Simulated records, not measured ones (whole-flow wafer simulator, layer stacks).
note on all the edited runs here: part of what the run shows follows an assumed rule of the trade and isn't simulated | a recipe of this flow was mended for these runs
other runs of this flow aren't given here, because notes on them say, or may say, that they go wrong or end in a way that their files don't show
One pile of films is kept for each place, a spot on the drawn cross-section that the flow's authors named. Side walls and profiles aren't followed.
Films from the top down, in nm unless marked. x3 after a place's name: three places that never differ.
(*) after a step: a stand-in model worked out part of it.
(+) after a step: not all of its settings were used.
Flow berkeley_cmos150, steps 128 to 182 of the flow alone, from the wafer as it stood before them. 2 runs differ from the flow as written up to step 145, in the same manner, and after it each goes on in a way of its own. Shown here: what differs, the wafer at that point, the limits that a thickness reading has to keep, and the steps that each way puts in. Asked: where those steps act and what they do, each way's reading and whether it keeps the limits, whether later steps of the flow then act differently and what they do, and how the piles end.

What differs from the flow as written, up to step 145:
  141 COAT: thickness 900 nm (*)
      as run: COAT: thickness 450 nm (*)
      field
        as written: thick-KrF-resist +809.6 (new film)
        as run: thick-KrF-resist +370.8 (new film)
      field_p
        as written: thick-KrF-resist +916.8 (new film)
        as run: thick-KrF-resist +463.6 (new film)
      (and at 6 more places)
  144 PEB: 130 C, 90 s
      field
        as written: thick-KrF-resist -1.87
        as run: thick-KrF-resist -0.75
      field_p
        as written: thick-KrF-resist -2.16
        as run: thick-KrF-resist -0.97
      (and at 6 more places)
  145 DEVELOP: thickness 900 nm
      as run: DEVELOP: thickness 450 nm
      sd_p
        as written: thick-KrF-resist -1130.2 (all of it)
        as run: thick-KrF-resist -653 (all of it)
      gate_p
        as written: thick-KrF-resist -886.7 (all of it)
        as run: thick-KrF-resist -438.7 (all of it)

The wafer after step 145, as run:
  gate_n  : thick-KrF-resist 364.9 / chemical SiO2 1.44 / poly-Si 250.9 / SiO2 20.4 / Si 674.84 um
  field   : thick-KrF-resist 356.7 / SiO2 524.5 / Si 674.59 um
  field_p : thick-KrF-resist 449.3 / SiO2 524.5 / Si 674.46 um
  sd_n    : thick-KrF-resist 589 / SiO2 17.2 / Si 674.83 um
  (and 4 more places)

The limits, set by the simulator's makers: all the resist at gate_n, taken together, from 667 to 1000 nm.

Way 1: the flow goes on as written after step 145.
  The reading after step 145: 364.9 nm, outside the limits.
  Later steps of the flow that act differently than as written (6 more steps differ only slightly, by at most 2% or 0.5 nm, whichever is larger, and aren't shown):
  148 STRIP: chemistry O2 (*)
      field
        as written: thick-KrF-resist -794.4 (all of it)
        this way: thick-KrF-resist -356.7 (all of it)
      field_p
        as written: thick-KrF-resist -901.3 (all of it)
        this way: thick-KrF-resist -449.3 (all of it)
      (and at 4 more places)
  At the end the piles differ from the flow's only slightly at the places that both follow, by at most 2% or 0.5 nm, whichever is larger.

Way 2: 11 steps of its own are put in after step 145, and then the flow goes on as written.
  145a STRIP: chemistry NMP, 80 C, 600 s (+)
      field
        thick-KrF-resist -356.7 (all of it)
      field_p
        thick-KrF-resist -449.3 (all of it)
      sd_n
        thick-KrF-resist -589 (all of it)
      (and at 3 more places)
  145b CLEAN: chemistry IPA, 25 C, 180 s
      changes no film at any place that is followed
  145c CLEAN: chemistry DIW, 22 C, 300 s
      changes no film at any place that is followed
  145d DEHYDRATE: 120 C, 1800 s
      changes no film at any place that is followed
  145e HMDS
      changes no film at any place that is followed
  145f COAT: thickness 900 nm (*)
      field
        thick-KrF-resist +809.6 (new film)
      field_p
        thick-KrF-resist +916.8 (new film)
      sd_n
        thick-KrF-resist +1061.7 (new film)
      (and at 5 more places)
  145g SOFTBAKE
      changes no film at any place that is followed
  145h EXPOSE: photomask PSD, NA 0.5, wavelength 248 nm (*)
      changes no film at any place that is followed
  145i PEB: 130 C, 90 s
      field
        thick-KrF-resist -1.87
      field_p
        thick-KrF-resist -2.16
      sd_n
        thick-KrF-resist -2.57
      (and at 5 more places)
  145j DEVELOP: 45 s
      field, field_p, sd_n, gate_n, contact, m1
        thick-KrF-resist -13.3
      sd_p
        thick-KrF-resist -1130.2 (all of it)
      gate_p
        thick-KrF-resist -886.7 (all of it)
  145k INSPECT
      changes no film at any place that is followed
  The reading after step 145k: 804.5 nm, within the limits.
  No later step of the flow acts differently than as written at any place that is followed.
  At the end the piles are the same as the flow's at every place that both follow.

Within the limits: way 2. Outside them: way 1.
